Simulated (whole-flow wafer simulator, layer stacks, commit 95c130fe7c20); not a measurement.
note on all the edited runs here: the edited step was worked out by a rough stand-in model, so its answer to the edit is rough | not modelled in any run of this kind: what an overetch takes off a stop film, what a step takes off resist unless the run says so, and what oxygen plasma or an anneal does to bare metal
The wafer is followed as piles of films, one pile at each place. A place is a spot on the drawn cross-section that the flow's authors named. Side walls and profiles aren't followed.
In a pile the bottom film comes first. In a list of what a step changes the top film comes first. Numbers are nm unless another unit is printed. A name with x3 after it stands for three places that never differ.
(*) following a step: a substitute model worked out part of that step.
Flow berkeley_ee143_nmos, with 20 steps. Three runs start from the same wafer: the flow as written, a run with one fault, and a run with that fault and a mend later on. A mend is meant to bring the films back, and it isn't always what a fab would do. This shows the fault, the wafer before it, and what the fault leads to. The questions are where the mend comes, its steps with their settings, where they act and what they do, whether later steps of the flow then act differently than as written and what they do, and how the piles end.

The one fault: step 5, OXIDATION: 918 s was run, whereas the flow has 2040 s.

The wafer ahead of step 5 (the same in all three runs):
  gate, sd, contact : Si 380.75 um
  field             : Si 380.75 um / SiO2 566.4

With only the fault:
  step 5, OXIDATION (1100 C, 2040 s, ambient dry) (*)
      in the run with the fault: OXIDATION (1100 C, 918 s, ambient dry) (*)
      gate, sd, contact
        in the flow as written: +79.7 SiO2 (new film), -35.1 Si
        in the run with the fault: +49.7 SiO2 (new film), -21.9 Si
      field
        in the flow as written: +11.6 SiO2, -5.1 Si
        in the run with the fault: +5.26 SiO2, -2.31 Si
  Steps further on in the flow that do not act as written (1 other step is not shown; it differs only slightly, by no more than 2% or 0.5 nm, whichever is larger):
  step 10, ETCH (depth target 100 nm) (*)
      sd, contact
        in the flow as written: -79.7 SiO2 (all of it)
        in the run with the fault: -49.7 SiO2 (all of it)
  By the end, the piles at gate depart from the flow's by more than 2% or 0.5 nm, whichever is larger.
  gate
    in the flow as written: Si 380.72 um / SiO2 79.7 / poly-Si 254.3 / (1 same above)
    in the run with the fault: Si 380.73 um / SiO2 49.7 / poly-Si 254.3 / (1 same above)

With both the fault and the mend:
  The mend follows step 5.
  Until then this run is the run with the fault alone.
  step 5a, OXIDATION (1100 C, 1122 s, ambient dry) (*) (the flow's step 5, run once more with other settings)
      gate, sd, contact
        +30.1 SiO2, -13.2 Si
      field
        +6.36 SiO2, -2.8 Si
  Every later step of the flow that is run acts as written, at every place that is followed, to within 2% or 0.5 nm, whichever is larger.
  The piles end only slightly different from the flow's at the places that both follow, by no more than 2% or 0.5 nm, whichever is larger.
